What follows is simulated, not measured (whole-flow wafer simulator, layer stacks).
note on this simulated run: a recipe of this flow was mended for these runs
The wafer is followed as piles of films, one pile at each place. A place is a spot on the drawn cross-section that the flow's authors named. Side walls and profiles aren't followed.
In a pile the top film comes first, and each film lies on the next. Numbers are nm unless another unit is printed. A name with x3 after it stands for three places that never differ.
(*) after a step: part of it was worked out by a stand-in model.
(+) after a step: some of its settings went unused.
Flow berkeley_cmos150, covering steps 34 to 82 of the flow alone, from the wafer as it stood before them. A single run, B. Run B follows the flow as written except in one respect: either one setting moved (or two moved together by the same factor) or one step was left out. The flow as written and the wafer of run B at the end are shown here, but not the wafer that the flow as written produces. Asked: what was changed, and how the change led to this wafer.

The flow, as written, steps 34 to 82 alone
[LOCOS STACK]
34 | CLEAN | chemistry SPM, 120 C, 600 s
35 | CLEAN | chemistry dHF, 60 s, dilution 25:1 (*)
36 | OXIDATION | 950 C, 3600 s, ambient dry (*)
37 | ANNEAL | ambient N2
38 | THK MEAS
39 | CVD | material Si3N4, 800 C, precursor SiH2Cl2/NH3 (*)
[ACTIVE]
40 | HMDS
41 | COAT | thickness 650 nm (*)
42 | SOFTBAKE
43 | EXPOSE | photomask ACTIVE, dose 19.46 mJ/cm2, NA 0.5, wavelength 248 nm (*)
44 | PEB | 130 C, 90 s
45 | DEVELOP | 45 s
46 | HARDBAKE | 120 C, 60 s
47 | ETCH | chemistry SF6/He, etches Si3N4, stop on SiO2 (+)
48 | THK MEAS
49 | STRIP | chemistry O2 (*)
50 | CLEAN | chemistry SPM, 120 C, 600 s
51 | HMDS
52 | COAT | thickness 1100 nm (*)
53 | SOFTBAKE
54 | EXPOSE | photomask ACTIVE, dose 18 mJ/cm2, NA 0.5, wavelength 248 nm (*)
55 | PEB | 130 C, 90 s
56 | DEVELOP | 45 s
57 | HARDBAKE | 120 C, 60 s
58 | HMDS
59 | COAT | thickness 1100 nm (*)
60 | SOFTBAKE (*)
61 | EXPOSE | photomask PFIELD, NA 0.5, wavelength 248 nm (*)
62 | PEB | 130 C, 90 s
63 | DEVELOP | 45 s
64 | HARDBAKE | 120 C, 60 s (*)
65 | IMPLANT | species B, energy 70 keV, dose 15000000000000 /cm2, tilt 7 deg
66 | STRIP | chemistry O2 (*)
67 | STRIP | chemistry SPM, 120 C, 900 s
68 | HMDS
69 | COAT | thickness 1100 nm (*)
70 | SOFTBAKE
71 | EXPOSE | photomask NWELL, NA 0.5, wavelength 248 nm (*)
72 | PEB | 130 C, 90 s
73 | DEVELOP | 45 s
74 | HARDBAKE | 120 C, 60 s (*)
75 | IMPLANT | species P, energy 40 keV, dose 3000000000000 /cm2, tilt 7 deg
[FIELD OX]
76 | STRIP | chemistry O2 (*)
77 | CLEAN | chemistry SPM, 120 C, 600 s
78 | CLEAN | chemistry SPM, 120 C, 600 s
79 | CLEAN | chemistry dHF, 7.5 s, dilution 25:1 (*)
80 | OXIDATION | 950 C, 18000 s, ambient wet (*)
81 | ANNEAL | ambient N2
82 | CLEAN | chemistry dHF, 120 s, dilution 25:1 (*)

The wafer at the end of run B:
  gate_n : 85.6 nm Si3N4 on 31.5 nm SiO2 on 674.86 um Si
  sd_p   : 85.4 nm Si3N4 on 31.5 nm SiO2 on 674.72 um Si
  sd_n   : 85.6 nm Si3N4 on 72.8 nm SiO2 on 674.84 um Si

The reason: step 39, CVD: 788 C was run, whereas the flow has 800 C.

Step by step, how the change led to this:
  39 | CVD | material Si3N4, 800 C, precursor SiH2Cl2/NH3 (*)
      field, field_p, sd_n, gate_n, sd_p, gate_p, contact, m1: +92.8 Si3N4 (new film) (it would be, as written: +106 Si3N4 (new film))
  47 | ETCH | chemistry SF6/He, etches Si3N4, stop on SiO2 (+)
      sd_n, gate_n, sd_p, gate_p, contact, m1: -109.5 KrF-resist (it would be, as written: -124 KrF-resist)
      field, field_p: -92.8 Si3N4 (all of it), -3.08 SiO2 (it would be, as written: -106 Si3N4 (all of it), -3.08 SiO2)
  49 | STRIP | chemistry O2 (*)
      sd_n: -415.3 KrF-resist (all of it) (it would be, as written: -400.9 KrF-resist (all of it))
      gate_n: -423.7 KrF-resist (all of it) (it would be, as written: -409.3 KrF-resist (all of it))
      (also at 4 further places)
  80 | OXIDATION | 950 C, 18000 s, ambient wet (*)
      sd_n: +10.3 SiO2 (new film), -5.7 Si3N4, +41.3 SiO2, -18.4 Si (it would be, as written: +10.3 SiO2 (new film), -5.7 Si3N4, +34.7 SiO2, -15.4 Si)
